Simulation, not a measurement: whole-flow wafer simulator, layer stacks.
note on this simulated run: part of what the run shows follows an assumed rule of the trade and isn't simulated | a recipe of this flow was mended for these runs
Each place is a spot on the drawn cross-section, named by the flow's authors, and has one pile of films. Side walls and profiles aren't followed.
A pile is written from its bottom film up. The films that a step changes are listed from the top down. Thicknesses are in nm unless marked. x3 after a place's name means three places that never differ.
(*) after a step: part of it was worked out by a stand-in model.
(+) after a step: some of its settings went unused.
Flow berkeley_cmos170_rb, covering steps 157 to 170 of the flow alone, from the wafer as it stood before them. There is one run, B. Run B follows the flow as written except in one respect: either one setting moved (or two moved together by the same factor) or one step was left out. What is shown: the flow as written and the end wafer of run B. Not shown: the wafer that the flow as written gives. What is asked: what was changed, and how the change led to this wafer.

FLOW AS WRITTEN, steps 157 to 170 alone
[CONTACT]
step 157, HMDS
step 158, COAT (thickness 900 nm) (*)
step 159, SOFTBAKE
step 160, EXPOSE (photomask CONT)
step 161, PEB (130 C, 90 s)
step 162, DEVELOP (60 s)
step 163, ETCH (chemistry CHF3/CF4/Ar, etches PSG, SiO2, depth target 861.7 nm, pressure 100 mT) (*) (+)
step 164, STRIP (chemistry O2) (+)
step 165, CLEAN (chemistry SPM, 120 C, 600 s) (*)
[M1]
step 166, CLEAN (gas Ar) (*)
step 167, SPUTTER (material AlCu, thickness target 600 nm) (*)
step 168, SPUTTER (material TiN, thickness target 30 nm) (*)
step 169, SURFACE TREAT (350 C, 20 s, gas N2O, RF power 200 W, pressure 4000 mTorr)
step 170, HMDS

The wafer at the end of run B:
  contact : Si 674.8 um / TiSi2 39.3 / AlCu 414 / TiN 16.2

What caused this: step 163, ETCH: depth target 985.7 nm was run, while the flow as written has depth target 861.7 nm.

How this came from the change, step by step:
  step 163, ETCH (chemistry CHF3/CF4/Ar, etches PSG, SiO2, depth target 861.7 nm, pressure 100 mT) (*) (+)
      field, sd_n, spacer_n, gate, sd_p, spacer_p, gate_p, m1: -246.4 KrF-resist (in the flow as written it would be: -215.4 KrF-resist)
      contact: -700 PSG (all of it), -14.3 TiSi2 (in the flow as written it would be: -700 PSG (all of it), -8.08 TiSi2)
  step 164, STRIP (chemistry O2) (+)
      field: -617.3 KrF-resist (all of it) (in the flow as written it would be: -648.4 KrF-resist (all of it))
      sd_n: -741.5 KrF-resist (all of it) (in the flow as written it would be: -772.5 KrF-resist (all of it))
      (also at 6 further places)
